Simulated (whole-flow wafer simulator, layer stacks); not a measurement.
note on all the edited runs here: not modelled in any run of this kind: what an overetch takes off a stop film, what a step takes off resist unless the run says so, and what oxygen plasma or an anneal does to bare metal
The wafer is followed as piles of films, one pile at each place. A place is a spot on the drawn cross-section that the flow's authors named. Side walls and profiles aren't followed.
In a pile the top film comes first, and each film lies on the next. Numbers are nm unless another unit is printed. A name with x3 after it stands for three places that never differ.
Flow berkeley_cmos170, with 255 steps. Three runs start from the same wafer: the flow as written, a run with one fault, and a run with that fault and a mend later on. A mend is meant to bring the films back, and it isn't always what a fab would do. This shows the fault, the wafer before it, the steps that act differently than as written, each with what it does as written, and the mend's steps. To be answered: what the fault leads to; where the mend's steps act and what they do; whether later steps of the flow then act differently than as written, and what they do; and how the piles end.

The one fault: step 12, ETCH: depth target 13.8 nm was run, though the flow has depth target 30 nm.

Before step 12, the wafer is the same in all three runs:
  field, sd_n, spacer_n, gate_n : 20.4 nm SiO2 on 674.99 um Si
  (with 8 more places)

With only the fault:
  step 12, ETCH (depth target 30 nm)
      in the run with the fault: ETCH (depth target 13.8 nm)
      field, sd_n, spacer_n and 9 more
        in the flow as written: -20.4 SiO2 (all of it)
        in the run with the fault: -13.8 SiO2
  Later steps of the flow acting differently than as written:
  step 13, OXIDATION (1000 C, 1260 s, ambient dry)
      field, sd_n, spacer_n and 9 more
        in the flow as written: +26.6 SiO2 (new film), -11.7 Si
        in the run with the fault: +21.6 SiO2, -9.52 Si
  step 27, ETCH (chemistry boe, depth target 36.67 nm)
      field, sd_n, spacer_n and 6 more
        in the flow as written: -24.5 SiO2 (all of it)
        in the run with the fault: -26.2 SiO2 (all of it)
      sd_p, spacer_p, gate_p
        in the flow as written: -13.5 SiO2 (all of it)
        in the run with the fault: -15.2 SiO2 (all of it)
  When the end is reached, the piles differ only a little from the flow's at the places that both follow, at most by 2% or 0.5 nm, whichever is larger.

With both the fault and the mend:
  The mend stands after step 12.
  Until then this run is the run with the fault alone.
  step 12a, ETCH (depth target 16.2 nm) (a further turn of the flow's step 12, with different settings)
      field, sd_n, spacer_n and 9 more
        -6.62 SiO2 (all of it)
  Every later step of the flow that is run acts as written at every place that is followed.
  The piles end the same as the flow's at every place that both follow.
